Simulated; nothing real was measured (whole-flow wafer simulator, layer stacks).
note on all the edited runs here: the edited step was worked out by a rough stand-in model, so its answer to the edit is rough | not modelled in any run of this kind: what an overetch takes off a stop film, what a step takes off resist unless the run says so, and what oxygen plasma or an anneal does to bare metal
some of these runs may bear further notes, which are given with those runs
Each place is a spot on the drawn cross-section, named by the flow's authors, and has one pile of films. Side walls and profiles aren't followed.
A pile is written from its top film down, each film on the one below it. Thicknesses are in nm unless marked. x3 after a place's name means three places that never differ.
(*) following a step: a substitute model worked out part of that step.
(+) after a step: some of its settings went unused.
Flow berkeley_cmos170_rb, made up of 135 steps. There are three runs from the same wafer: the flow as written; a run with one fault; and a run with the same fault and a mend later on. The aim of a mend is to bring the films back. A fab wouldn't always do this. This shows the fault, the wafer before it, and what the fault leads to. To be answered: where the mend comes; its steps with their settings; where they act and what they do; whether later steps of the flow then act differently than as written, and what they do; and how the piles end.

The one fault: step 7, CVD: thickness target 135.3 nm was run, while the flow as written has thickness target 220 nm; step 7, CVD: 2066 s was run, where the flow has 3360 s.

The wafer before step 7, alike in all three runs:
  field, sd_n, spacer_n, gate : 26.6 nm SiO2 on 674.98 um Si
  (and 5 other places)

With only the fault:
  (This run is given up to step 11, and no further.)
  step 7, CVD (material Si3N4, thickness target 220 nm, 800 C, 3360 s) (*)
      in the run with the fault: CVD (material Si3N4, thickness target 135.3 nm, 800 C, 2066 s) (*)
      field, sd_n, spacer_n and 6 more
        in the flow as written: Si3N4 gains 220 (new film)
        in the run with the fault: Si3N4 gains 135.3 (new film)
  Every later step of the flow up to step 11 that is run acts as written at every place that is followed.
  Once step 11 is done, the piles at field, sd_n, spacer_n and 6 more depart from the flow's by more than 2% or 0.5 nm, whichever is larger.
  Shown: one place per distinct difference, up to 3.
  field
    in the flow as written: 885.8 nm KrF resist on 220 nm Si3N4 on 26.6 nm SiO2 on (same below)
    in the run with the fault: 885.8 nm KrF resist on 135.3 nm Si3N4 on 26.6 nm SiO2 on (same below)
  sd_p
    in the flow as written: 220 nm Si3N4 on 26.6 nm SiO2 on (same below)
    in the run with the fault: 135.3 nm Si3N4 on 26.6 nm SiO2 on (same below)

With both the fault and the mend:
  After step 11 comes the mend.
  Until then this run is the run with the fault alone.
  step 11a, STRIP (*) (+)
      field, sd_n, spacer_n, gate, contact, m1
        KrF resist loses 885.8 (all of it)
  step 11b, CLEAN (*) (the flow's step 1, run once more)
      does not change any film at any place that is followed
  step 11c, CVD (material Si3N4, thickness target 84.7 nm, 800 C, 1294 s) (*) (the flow's step 7, run once more with other settings)
      field, sd_n, spacer_n and 6 more
        Si3N4 gains 84.7
  step 11d, COAT (KrF resist, thickness 900 nm) (the flow's step 8, run once more)
      field, sd_n, spacer_n and 6 more
        KrF resist gains 900 (new film)
  step 11e, EXPOSE (photomask NWELL) (the flow's step 9, run once more)
      does not change any film at any place that is followed
  step 11f, PEB (130 C, 60 s) (*) (the flow's step 10, run once more)
      does not change any film at any place that is followed
  step 11g, DEVELOP (developer developer-D-0.26N, 45 s) (the flow's step 11, run once more)
      field, sd_n, spacer_n, gate, contact, m1
        KrF resist loses 14.2
      sd_p, spacer_p, gate_p
        KrF resist loses 900 (all of it)
  Every later step of the flow that is run acts as written at every place that is followed.
  At every place that both follow, the piles at the end match the flow's.
